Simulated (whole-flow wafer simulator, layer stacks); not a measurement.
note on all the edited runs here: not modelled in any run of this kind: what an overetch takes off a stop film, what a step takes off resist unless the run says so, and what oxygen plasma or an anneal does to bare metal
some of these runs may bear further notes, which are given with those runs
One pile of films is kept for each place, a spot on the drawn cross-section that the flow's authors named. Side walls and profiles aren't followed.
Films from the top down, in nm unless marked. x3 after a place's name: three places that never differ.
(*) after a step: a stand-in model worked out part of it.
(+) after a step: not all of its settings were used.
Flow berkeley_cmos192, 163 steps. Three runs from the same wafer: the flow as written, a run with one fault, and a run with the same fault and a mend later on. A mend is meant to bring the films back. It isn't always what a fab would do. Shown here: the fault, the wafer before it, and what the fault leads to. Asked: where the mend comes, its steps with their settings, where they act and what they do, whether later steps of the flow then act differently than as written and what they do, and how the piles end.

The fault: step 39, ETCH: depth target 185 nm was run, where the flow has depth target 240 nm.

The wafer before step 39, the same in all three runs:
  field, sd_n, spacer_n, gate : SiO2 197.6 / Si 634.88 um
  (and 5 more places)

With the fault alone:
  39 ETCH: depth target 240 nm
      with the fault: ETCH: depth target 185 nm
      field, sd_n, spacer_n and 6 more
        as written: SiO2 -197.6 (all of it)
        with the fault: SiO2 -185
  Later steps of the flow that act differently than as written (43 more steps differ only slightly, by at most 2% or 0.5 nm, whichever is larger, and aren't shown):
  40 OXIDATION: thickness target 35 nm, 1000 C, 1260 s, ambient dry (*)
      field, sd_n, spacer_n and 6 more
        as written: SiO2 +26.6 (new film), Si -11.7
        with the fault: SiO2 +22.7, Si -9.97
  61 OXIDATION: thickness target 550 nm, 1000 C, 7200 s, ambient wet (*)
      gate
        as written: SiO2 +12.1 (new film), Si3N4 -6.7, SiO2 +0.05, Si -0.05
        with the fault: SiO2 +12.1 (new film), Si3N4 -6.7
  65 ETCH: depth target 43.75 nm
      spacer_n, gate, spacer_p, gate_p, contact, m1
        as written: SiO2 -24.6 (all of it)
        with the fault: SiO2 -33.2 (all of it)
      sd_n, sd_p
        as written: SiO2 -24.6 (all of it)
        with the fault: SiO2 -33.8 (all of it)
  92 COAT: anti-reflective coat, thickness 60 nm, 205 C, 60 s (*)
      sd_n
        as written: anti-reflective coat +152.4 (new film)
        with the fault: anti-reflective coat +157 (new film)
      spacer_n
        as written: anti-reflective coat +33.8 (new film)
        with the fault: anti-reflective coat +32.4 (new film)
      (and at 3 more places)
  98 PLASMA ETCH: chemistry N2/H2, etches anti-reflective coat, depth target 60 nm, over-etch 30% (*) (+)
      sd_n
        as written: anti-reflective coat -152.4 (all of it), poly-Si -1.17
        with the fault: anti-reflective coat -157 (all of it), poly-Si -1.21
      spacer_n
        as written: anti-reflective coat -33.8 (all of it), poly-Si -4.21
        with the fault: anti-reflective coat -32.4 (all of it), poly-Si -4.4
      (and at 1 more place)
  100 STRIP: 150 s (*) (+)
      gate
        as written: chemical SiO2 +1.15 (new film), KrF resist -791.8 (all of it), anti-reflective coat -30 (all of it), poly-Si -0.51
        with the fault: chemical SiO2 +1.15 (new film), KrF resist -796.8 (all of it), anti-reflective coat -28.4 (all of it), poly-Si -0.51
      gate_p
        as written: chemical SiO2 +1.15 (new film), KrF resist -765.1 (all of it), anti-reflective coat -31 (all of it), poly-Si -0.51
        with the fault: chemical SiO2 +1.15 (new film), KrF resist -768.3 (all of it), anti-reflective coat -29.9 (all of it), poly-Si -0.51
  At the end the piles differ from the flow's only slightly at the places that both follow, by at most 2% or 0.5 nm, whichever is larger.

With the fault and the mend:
  The mend comes after step 39.
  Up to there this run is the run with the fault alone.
  39a ETCH: depth target 55 nm (the flow's step 39 once more, with other settings)
      field, sd_n, spacer_n and 6 more
        SiO2 -12.6 (all of it)
  No later step of the flow acts differently than as written at any place that is followed.
  At the end the piles are the same as the flow's at every place that both follow.
